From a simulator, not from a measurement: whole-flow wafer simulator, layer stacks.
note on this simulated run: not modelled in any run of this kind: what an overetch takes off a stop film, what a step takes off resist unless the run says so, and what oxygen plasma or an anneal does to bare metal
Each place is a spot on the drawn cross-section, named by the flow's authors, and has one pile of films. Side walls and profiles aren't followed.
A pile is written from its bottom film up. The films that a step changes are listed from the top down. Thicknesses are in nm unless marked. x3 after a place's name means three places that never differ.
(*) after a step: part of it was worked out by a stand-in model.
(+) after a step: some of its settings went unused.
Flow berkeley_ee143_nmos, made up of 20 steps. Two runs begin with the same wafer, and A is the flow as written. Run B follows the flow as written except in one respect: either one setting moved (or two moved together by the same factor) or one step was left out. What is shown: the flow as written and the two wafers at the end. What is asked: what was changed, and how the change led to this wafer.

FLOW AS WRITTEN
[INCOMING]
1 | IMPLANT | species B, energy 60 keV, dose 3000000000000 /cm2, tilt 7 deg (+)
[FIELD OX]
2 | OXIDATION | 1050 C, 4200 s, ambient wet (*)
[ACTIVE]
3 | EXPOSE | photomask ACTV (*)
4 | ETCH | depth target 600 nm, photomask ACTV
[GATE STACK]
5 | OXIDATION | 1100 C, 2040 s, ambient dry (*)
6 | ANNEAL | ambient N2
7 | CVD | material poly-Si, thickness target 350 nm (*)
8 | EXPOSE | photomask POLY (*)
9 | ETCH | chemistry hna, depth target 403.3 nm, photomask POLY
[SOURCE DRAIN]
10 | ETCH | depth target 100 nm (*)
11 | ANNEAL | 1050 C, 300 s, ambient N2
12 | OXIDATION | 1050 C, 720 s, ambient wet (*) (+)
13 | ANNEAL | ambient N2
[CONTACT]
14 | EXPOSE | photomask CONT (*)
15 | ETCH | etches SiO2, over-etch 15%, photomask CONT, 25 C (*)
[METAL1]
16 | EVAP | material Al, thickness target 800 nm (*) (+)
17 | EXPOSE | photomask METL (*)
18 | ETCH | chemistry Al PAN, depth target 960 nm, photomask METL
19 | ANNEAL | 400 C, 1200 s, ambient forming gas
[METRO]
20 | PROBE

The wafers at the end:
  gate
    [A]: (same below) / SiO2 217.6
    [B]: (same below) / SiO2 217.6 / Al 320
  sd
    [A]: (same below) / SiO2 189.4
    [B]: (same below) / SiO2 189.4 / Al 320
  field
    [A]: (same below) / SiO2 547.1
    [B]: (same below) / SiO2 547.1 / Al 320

The reason: step 18, ETCH: depth target 480 nm was run, while the flow as written has depth target 960 nm.

Step by step, how the change led to this:
  18 | ETCH | chemistry Al PAN, depth target 960 nm, photomask METL
      gate, sd, field: A Al loses 800 (all of it) | B Al loses 480
Taking metal films that touch as one body, gate has 1 body; the flow as written gives 0 bodies.
Taking metal films that touch as one body, sd has 1 body; the flow as written gives 0 bodies.
Taking metal films that touch as one body, field has 1 body; the flow as written gives 0 bodies.
